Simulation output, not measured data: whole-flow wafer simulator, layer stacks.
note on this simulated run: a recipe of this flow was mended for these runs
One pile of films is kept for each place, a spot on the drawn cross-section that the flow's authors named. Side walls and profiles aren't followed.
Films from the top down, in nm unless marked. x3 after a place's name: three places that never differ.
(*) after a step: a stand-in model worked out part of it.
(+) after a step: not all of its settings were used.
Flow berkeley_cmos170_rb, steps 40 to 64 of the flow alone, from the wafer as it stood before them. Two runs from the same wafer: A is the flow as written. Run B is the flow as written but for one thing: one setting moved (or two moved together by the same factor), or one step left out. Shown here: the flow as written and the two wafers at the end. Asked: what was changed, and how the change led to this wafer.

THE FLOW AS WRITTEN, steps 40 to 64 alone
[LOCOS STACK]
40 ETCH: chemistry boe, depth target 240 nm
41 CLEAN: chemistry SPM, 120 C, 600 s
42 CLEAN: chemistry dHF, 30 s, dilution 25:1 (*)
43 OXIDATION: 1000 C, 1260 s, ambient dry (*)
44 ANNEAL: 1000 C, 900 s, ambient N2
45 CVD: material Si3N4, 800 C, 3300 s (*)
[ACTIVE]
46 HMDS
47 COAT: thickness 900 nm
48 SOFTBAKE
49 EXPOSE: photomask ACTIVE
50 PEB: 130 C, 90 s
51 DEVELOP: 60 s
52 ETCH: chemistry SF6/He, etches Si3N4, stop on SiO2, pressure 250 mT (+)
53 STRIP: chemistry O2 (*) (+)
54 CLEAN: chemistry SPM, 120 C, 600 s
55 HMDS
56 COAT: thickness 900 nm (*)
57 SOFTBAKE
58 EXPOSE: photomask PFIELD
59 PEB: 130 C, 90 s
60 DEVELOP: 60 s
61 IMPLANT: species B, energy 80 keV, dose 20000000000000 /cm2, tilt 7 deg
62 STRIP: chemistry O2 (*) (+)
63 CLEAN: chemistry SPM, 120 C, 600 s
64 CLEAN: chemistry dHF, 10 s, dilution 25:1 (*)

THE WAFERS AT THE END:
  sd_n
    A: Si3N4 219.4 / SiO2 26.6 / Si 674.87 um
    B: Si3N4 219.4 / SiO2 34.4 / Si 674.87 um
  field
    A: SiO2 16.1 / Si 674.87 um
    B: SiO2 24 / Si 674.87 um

The cause: step 43, OXIDATION: 1030 C was run, where the flow has 1000 C.

How the change led to this, step by step:
  43 OXIDATION: 1000 C, 1260 s, ambient dry (*)
      field, sd_n, spacer_n and 6 more: A SiO2 +26.6 (new film), Si -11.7 | B SiO2 +34.4 (new film), Si -15.1
